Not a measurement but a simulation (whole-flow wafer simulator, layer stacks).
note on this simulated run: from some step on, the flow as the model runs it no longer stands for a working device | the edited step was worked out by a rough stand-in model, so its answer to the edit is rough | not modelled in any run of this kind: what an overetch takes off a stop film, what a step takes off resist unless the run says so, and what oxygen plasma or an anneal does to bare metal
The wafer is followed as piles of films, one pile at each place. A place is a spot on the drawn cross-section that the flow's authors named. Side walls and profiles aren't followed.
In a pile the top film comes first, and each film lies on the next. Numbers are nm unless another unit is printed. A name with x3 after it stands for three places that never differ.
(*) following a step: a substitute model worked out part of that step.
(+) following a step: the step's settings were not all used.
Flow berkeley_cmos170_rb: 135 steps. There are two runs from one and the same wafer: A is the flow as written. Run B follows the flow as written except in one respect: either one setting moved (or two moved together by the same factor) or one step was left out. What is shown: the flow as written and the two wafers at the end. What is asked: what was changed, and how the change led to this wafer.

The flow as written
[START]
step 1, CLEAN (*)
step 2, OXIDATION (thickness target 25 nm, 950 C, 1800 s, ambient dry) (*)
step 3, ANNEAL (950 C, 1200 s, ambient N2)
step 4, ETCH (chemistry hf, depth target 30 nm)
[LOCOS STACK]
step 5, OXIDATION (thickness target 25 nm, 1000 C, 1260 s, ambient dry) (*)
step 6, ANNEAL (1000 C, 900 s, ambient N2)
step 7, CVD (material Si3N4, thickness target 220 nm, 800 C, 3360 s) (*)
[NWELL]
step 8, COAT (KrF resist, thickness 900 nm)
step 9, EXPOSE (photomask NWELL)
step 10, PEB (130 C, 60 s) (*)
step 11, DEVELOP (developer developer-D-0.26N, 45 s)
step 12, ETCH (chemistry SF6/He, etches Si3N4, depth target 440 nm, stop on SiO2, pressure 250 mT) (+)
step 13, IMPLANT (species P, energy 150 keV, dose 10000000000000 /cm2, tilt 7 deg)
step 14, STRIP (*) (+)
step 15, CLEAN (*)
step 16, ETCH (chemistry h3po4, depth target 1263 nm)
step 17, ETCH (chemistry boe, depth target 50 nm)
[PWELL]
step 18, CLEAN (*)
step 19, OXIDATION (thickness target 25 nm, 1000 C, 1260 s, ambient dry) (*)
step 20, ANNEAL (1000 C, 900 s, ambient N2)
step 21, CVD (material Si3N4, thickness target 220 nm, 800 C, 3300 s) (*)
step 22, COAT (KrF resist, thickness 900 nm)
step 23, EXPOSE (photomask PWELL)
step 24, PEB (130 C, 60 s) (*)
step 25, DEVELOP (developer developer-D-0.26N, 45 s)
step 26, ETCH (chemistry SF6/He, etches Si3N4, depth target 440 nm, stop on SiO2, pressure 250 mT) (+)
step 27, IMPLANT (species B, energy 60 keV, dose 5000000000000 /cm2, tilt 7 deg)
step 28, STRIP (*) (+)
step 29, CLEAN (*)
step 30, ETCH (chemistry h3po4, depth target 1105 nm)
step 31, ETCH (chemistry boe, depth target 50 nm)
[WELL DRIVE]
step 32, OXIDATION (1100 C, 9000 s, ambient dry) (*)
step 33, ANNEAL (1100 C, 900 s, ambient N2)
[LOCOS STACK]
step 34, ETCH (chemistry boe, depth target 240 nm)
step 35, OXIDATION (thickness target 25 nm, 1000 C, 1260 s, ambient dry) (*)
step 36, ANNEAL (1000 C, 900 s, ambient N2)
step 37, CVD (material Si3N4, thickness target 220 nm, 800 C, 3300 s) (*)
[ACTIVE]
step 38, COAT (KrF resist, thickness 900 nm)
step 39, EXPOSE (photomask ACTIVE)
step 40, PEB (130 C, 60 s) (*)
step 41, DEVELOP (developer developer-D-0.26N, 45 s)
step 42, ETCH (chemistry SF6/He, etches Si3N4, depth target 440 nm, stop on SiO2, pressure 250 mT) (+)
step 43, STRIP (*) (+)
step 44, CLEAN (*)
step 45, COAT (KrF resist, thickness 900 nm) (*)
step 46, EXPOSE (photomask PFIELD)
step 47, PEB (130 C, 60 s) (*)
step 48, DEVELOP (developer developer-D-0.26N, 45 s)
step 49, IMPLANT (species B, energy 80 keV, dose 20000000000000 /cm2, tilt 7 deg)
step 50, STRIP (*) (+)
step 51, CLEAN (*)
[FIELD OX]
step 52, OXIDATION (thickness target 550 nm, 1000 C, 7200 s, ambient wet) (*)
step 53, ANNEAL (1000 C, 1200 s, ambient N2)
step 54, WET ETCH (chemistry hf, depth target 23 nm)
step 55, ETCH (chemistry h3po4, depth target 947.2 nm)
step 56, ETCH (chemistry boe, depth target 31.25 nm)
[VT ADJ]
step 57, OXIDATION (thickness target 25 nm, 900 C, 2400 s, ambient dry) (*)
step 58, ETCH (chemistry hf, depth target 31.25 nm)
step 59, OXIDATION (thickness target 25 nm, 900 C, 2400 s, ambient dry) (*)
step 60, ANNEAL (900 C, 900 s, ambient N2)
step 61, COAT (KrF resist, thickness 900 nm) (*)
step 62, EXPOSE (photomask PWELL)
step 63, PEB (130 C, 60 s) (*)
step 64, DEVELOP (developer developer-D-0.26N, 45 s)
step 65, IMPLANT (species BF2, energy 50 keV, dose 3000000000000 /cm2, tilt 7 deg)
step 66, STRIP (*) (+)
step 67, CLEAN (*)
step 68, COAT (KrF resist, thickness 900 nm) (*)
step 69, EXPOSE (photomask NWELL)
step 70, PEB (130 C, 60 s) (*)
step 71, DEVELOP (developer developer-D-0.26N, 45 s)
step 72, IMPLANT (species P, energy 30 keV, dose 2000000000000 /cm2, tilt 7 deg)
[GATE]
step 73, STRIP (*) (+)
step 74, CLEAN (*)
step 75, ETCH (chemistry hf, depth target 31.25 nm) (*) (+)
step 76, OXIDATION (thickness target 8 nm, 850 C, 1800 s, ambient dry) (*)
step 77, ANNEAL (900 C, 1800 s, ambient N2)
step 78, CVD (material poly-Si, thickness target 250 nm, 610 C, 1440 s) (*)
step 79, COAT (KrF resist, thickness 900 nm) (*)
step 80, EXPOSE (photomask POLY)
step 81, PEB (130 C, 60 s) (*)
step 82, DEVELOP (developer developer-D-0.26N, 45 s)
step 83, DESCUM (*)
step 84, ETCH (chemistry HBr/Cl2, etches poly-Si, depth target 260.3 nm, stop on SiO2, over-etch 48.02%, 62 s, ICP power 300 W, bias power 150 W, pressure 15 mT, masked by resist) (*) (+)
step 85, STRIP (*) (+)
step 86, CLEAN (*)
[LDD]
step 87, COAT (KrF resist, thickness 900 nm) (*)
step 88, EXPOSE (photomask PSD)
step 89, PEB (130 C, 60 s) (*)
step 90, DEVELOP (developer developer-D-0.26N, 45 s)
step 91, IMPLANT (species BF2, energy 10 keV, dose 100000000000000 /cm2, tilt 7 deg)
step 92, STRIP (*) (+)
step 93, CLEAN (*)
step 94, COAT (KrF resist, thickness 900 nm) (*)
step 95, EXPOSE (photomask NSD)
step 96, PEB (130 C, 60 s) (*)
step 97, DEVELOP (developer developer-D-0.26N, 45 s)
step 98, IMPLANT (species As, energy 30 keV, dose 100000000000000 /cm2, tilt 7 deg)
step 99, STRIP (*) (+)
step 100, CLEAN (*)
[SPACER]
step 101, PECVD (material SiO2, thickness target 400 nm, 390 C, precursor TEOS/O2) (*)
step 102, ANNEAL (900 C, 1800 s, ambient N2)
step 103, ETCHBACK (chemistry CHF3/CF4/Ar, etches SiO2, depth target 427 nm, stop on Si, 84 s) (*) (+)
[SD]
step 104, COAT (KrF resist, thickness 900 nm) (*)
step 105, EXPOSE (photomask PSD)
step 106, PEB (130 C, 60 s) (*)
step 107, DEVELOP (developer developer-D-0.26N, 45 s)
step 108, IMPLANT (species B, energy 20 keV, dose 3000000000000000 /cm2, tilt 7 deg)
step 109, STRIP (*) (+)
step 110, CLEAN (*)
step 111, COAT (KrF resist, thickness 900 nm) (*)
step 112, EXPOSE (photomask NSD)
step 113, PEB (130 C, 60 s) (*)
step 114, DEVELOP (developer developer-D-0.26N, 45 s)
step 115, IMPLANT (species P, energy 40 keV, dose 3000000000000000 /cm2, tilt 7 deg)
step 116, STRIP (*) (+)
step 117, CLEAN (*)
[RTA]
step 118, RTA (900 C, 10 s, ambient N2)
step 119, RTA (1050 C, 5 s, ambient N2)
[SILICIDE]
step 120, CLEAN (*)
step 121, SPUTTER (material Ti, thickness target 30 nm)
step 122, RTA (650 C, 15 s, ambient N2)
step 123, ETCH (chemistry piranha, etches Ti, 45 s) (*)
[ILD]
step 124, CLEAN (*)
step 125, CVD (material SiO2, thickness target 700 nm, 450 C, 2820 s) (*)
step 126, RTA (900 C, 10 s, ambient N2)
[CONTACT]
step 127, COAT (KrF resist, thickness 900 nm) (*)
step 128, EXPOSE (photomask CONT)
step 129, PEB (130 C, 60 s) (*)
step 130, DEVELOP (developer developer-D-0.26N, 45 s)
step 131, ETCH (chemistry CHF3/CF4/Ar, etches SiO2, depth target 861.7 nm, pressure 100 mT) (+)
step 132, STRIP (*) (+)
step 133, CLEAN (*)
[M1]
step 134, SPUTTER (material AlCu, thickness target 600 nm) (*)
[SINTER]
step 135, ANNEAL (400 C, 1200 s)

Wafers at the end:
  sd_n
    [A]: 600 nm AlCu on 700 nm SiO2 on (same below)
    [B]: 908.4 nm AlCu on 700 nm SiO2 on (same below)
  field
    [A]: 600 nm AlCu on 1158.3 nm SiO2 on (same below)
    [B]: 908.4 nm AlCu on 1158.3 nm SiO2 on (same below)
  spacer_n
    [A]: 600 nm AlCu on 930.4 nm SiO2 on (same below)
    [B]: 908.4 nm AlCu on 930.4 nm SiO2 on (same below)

Cause: step 134, SPUTTER: thickness target 908.4 nm was run, though the flow has thickness target 600 nm.
The wafer lets one read it off: sd_n has AlCu 908.4, and step 134 as written asks for 600 nm.

How this came from the change, step by step:
  step 134, SPUTTER (material AlCu, thickness target 600 nm) (*)
      field, sd_n, spacer_n, gate, spacer_p, gate_p, m1: A AlCu gains 600 (new film) | B AlCu gains 908.4 (new film)
      sd_p: A AlCu gains 545.9 (new film) | B AlCu gains 843.4 (new film)
      (as well as at 1 more place)
